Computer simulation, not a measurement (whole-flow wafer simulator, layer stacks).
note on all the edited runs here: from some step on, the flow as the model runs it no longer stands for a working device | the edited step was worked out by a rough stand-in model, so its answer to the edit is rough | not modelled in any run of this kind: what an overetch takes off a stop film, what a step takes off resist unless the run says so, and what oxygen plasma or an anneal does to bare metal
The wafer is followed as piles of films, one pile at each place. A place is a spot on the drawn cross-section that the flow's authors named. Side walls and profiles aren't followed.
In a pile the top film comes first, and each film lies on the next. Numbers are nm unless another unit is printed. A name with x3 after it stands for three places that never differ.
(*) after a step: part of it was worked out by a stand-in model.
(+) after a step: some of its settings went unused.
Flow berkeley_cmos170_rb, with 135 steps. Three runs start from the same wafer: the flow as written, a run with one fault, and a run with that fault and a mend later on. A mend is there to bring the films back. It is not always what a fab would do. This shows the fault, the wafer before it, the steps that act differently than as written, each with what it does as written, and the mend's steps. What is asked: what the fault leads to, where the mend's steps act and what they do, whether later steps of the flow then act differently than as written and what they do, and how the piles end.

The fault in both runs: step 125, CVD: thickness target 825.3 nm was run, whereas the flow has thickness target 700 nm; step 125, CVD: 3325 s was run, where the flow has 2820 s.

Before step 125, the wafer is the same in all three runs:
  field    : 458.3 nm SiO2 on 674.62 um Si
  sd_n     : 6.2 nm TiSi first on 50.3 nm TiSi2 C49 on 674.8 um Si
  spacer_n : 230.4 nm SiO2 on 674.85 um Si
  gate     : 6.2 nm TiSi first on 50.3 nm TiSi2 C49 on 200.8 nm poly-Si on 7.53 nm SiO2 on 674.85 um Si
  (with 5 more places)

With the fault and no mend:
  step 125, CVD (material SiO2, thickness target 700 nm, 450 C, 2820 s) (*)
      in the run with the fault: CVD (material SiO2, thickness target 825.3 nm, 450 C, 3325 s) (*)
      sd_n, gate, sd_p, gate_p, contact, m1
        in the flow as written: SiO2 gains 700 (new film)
        in the run with the fault: SiO2 gains 825.3 (new film)
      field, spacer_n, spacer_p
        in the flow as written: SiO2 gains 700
        in the run with the fault: SiO2 gains 825.3
  Later steps of the flow acting differently than as written (not shown: 3 more steps that differ only slightly, by at most 2% or 0.5 nm, whichever is larger):
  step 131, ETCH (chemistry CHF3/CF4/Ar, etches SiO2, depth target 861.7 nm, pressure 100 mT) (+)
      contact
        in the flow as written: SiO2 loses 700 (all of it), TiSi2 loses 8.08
        in the run with the fault: SiO2 loses 825.3 (all of it), TiSi2 loses 1.82
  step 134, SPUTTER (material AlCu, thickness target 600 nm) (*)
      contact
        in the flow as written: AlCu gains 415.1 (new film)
        in the run with the fault: AlCu gains 387.1 (new film)
  At field, sd_n, spacer_n and 6 more, the piles at the end differ from the flow's by more than 2% or 0.5 nm, whichever is larger.
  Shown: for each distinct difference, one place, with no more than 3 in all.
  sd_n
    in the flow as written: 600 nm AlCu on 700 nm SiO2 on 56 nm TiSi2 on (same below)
    in the run with the fault: 600 nm AlCu on 825.3 nm SiO2 on 56 nm TiSi2 on (same below)
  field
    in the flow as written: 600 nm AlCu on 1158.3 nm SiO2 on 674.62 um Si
    in the run with the fault: 600 nm AlCu on 1283.6 nm SiO2 on 674.62 um Si
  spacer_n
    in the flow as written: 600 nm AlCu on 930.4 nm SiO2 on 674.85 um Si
    in the run with the fault: 600 nm AlCu on 1055.7 nm SiO2 on 674.85 um Si

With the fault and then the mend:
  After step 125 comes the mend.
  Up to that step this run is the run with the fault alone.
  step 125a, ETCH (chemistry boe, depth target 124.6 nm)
      field, sd_n, spacer_n and 6 more
        SiO2 loses 124.6
  Later steps of the flow that are run all act as written at every place that is followed, up to a difference of at most 2% or 0.5 nm, whichever is larger.
  When the end is reached, the piles differ only a little from the flow's at the places that both follow, at most by 2% or 0.5 nm, whichever is larger.
